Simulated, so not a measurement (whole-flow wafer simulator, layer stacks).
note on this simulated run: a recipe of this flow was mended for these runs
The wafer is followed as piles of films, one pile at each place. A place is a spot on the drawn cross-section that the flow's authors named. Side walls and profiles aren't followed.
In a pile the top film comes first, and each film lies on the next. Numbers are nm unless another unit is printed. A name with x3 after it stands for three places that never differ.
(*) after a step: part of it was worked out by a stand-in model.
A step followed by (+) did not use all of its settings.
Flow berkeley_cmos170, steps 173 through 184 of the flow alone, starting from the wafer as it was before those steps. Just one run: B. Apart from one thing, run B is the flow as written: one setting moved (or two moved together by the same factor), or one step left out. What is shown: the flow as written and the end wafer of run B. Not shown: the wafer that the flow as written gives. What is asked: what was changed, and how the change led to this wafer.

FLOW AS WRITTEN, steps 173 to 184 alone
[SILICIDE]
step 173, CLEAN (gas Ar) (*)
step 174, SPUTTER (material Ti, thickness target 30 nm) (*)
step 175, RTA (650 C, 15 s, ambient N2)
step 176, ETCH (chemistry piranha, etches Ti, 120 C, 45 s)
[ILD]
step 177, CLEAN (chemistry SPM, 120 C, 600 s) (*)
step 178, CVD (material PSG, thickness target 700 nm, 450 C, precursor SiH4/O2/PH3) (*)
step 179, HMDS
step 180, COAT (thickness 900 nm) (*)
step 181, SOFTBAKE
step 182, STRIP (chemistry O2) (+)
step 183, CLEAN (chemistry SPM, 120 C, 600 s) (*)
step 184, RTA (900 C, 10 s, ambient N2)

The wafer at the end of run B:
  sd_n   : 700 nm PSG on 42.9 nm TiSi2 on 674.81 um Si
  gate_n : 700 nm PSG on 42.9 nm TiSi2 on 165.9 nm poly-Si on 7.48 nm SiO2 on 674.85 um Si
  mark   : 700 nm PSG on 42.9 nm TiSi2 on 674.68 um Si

Cause: step 174, SPUTTER: thickness target 23 nm was run, though the flow has thickness target 30 nm.

Step by step, how the change led to this:
  step 174, SPUTTER (material Ti, thickness target 30 nm) (*)
      field, mark, sd_n and 10 more: +23 Ti (new film) (as written it would have been: +30 Ti (new film))
  step 175, RTA (650 C, 15 s, ambient N2)
      mark, sd_n, sd_p, contact, m1, via1, m2, via2: -17.9 Ti, +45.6 TiSi2 C49 (new film), -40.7 Si (as written it would have been: -23.4 Ti, +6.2 TiSi first (new film), +50.3 TiSi2 C49 (new film), -49 Si)
      gate_n, gate_p: -17.9 Ti, +45.6 TiSi2 C49 (new film), -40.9 poly-Si (as written it would have been: -23.4 Ti, +6.2 TiSi first (new film), +50.3 TiSi2 C49 (new film), -49.2 poly-Si)
  step 176, ETCH (chemistry piranha, etches Ti, 120 C, 45 s)
      mark, sd_n, gate_n and 7 more: -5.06 Ti (all of it), -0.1 TiSi2 C49 (as written it would have been: -6.6 Ti (all of it), -0.1 TiSi first)
      field, spacer_n, spacer_p: -23 Ti (all of it) (as written it would have been: -30 Ti (all of it))
  step 184, RTA (900 C, 10 s, ambient N2)
      mark, sd_n, sd_p, contact, m1, via1, m2, via2: under 1 film: +42.9 TiSi2 (new film), -45.5 TiSi2 C49 (all of it) (as written it would have been: under 1 film: +55.9 TiSi2 (new film), -6.09 TiSi first (all of it), -50.3 TiSi2 C49 (all of it), -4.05 Si)
      gate_n, gate_p: under 1 film: +42.9 TiSi2 (new film), -45.5 TiSi2 C49 (all of it) (as written it would have been: under 1 film: +55.9 TiSi2 (new film), -6.09 TiSi first (all of it), -50.3 TiSi2 C49 (all of it), -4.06 poly-Si)
